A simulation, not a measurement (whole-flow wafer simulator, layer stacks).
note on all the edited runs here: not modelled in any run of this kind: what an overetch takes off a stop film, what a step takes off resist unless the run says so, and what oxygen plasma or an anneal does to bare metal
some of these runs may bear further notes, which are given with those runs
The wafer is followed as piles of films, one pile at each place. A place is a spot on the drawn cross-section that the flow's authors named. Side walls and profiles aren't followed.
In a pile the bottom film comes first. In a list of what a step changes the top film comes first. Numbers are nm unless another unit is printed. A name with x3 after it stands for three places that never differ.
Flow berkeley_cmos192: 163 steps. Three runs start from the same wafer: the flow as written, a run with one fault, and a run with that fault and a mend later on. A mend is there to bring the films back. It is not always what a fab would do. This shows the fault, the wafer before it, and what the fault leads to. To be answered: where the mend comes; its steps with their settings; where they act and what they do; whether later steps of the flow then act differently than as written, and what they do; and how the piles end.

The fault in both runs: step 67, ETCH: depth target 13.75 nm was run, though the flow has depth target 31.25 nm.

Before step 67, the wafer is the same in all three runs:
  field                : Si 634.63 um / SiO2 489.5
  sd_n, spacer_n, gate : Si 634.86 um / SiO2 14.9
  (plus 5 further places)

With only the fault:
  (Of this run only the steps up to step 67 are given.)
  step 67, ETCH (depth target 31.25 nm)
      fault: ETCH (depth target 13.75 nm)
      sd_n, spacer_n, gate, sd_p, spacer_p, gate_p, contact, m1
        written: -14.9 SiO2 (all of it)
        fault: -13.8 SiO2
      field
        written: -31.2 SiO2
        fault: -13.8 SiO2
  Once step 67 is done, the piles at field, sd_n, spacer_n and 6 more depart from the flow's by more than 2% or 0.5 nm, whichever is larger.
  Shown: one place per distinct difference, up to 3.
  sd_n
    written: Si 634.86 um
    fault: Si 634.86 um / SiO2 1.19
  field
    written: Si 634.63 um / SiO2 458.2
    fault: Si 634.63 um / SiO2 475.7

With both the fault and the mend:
  After step 67 comes the mend.
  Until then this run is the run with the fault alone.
  step 67a, ETCH (depth target 17.5 nm) (the flow's step 67, run once more with other settings)
      sd_n, spacer_n, gate, sd_p, spacer_p, gate_p, contact, m1
        -1.19 SiO2 (all of it)
      field
        -17.5 SiO2
  Every later step of the flow that is run acts as written, at every place that is followed, to within 2% or 0.5 nm, whichever is larger.
  The piles end the same as the flow's at every place that both follow.
